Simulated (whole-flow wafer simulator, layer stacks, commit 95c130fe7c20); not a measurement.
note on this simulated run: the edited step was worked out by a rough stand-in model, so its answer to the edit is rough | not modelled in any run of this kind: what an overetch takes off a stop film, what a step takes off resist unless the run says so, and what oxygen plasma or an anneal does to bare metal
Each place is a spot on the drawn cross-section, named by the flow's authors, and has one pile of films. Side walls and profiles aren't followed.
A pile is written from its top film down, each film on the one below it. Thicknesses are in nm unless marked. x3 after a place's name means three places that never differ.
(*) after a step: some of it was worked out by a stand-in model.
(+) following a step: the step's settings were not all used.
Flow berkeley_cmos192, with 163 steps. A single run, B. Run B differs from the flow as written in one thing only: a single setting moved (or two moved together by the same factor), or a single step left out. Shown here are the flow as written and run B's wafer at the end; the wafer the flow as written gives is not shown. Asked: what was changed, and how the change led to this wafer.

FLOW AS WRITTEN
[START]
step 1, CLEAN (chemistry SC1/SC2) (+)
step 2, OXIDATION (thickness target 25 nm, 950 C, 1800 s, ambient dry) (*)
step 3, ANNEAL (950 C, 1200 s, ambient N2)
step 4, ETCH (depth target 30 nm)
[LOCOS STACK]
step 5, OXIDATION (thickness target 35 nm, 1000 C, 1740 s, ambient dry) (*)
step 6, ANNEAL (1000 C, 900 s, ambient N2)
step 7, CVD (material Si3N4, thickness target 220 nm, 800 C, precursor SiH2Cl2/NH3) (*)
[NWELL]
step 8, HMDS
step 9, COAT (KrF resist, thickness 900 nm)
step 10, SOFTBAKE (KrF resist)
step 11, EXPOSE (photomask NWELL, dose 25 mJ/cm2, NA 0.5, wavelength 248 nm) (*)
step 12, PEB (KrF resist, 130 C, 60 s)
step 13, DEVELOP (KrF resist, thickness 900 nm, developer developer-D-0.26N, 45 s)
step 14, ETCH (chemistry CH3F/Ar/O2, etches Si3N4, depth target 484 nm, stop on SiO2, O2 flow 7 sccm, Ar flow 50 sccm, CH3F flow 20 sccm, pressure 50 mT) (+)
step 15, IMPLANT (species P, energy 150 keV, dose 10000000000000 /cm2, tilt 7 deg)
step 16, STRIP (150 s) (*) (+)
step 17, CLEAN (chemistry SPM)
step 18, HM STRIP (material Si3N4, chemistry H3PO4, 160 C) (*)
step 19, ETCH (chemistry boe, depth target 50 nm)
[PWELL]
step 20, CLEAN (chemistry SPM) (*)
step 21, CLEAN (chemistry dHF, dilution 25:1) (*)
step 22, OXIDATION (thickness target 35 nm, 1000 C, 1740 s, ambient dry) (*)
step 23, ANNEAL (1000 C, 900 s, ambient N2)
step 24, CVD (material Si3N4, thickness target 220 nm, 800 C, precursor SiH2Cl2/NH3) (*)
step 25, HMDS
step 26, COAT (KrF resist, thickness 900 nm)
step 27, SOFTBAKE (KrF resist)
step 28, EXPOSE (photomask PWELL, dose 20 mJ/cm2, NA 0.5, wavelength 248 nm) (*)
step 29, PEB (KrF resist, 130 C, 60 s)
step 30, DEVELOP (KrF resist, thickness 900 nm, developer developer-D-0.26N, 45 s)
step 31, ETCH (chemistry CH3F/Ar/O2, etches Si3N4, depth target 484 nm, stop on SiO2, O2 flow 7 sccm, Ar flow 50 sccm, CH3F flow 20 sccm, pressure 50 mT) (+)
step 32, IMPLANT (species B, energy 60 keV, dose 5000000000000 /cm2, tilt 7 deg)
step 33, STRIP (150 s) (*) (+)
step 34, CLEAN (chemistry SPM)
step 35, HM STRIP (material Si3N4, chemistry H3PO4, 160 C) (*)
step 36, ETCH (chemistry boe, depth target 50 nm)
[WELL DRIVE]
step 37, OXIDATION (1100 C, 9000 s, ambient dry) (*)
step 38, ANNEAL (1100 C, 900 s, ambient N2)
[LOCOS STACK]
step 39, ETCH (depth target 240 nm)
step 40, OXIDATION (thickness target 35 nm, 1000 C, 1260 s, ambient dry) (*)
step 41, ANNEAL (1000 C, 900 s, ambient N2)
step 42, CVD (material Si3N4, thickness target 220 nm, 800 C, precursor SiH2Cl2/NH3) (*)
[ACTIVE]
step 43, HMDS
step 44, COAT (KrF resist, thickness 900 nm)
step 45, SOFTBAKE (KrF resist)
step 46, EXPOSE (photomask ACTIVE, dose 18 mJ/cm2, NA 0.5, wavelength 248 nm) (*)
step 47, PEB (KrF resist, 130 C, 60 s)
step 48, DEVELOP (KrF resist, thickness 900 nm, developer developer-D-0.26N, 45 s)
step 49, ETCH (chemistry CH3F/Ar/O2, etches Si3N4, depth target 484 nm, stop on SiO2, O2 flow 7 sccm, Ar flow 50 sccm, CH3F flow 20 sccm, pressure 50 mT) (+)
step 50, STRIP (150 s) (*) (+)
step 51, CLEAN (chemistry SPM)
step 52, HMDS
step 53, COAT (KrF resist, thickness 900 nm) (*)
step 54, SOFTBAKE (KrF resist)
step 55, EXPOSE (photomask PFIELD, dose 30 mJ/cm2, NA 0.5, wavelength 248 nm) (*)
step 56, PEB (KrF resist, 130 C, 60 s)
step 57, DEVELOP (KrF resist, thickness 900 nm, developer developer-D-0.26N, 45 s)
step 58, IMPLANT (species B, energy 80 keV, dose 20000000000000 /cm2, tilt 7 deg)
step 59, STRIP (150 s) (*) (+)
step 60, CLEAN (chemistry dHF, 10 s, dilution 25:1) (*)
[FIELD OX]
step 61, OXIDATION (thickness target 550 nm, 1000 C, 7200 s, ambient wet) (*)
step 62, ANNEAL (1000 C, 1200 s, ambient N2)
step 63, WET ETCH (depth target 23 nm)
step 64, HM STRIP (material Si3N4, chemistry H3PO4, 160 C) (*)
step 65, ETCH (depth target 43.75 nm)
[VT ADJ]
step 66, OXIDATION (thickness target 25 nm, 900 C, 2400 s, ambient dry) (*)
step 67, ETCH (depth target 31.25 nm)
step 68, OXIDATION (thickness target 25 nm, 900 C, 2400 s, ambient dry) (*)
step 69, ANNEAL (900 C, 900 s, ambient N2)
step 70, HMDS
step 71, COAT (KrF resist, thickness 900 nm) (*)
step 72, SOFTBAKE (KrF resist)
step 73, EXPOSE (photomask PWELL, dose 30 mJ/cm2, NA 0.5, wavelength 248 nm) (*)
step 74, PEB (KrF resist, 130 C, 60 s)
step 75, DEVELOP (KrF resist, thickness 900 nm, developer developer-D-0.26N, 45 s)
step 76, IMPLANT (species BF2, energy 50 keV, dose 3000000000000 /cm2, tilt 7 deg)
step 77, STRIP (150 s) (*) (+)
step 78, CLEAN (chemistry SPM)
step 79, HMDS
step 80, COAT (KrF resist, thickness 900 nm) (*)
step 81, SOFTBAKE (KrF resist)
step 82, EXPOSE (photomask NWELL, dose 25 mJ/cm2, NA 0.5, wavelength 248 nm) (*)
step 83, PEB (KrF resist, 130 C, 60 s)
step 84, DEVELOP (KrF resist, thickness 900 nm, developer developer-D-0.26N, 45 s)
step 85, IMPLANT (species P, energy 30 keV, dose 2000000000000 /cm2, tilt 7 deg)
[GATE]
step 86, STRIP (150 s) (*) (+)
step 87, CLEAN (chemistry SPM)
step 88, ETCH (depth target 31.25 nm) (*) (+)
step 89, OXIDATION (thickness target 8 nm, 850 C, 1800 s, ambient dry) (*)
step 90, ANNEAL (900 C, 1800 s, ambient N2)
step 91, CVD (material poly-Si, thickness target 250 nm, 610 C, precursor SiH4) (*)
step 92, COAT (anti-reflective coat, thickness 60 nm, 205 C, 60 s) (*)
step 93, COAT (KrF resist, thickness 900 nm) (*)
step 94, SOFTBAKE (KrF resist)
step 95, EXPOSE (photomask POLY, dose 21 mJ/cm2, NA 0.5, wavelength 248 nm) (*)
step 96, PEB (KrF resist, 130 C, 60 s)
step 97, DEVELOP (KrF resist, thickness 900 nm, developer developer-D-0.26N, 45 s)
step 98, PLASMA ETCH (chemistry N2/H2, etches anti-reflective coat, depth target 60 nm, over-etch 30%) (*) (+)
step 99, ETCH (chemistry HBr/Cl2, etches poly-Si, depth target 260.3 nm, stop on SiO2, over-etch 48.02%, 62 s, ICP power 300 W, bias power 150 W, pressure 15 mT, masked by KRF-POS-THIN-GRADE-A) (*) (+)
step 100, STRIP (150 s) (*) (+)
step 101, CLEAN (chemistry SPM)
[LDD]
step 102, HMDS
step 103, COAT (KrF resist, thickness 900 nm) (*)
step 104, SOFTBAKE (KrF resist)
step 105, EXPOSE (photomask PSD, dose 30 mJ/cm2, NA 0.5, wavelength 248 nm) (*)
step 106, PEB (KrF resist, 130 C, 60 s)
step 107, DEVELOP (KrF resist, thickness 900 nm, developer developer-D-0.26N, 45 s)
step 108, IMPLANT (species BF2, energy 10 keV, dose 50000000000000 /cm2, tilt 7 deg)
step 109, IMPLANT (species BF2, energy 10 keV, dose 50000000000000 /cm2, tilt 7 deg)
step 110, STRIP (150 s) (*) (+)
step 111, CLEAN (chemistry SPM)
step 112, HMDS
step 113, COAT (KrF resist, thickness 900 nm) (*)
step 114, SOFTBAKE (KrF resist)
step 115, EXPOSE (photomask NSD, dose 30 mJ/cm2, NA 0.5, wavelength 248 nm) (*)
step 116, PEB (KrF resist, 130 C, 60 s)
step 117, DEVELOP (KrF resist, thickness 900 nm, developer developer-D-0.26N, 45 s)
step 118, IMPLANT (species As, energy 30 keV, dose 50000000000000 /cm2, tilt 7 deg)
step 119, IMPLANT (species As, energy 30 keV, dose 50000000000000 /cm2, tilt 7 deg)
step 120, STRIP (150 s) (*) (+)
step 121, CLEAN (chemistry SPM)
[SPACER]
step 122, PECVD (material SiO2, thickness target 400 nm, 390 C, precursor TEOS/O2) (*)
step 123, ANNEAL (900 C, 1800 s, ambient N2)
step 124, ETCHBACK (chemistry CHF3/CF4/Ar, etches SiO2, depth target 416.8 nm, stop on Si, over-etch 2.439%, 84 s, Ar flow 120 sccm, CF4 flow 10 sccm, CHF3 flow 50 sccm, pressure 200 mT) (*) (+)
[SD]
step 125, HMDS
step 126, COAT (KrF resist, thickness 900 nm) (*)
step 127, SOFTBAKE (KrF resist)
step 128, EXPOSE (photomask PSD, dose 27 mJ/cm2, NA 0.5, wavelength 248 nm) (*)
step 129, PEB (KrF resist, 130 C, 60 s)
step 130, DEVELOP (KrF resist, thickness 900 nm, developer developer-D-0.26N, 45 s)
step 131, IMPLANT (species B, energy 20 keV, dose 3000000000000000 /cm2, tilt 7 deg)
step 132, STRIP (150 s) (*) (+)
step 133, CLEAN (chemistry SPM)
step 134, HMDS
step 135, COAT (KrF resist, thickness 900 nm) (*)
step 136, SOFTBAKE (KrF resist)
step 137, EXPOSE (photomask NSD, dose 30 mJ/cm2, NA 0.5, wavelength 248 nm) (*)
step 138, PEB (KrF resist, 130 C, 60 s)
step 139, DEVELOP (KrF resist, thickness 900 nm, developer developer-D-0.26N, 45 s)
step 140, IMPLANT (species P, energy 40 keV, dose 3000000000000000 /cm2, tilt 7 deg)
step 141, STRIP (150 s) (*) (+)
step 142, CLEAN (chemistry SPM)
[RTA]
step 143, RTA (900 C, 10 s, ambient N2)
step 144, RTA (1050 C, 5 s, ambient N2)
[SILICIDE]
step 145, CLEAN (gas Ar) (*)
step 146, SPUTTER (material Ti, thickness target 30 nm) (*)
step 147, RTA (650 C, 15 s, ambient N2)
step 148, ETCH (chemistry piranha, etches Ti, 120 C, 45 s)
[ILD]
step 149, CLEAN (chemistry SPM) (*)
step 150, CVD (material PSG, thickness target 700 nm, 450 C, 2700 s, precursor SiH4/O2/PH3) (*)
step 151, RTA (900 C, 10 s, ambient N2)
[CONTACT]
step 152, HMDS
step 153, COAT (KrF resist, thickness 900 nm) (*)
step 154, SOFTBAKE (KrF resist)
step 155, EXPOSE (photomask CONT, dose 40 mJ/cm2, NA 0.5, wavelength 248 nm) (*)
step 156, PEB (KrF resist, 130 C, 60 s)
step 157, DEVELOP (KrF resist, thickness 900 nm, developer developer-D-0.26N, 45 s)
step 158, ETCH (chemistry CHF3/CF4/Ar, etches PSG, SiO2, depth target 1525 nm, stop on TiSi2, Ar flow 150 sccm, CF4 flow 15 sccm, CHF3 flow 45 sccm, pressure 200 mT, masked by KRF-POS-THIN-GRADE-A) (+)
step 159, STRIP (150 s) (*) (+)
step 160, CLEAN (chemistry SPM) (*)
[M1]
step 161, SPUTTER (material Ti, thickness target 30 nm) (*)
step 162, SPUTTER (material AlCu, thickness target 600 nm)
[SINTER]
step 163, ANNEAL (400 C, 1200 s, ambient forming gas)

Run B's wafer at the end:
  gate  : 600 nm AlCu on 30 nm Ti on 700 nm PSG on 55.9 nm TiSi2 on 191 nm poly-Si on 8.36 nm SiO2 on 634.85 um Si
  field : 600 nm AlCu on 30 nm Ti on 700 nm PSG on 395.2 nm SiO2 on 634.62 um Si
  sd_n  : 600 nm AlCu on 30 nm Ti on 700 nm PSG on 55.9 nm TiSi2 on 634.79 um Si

What caused this: step 89, OXIDATION: 2160 s was run, whereas the flow has 1800 s.

How this came from the change, step by step:
  step 89, OXIDATION (thickness target 8 nm, 850 C, 1800 s, ambient dry) (*)
      sd_n, spacer_n, gate, sd_p, spacer_p, gate_p, contact, m1: SiO2 gains 8.36 (new film), Si loses 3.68 (in the flow as written it would be: SiO2 gains 7.48 (new film), Si loses 3.29)
